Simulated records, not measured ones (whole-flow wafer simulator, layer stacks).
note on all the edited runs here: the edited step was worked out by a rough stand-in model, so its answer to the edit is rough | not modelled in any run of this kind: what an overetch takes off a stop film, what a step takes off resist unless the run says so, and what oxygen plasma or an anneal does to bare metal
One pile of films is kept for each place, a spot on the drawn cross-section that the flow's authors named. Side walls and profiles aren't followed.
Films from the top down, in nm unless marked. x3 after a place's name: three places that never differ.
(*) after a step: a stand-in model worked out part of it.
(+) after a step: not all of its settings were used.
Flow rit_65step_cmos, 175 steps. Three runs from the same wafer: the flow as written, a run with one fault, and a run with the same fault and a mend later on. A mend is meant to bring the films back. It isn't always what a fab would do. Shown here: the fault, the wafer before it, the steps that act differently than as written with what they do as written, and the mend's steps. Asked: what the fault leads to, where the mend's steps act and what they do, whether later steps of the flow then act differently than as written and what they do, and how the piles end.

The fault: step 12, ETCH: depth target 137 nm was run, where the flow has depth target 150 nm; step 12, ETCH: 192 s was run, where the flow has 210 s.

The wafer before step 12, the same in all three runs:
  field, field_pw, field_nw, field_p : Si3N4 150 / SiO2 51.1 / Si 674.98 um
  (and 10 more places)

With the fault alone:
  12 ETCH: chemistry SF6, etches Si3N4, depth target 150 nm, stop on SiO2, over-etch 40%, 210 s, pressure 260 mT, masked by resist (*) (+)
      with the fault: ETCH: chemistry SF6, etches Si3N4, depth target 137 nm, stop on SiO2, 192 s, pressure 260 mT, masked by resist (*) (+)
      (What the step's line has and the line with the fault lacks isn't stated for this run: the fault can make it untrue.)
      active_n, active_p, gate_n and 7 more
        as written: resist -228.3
        with the fault: resist -208.5
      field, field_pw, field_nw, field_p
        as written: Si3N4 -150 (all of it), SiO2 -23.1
        with the fault: Si3N4 -150 (all of it), SiO2 -16.1
  Later steps of the flow that act differently than as written (56 more steps differ only slightly, by at most 2% or 0.5 nm, whichever is larger, and aren't shown):
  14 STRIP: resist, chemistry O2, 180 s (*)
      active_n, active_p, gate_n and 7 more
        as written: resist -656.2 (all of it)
        with the fault: resist -676 (all of it)
  At the end the piles differ from the flow's only slightly at the places that both follow, by at most 2% or 0.5 nm, whichever is larger.

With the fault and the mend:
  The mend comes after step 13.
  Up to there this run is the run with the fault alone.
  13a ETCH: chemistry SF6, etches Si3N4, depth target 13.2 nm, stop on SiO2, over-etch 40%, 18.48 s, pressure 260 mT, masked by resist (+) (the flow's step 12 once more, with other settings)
      active_n, active_p, gate_n and 7 more
        resist -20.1
      field, field_pw, field_nw, field_p
        SiO2 -7.01
  No later step of the flow acts differently than as written, at any place that is followed, by more than 2% or 0.5 nm, whichever is larger.
  At the end the piles are the same as the flow's at every place that both follow.
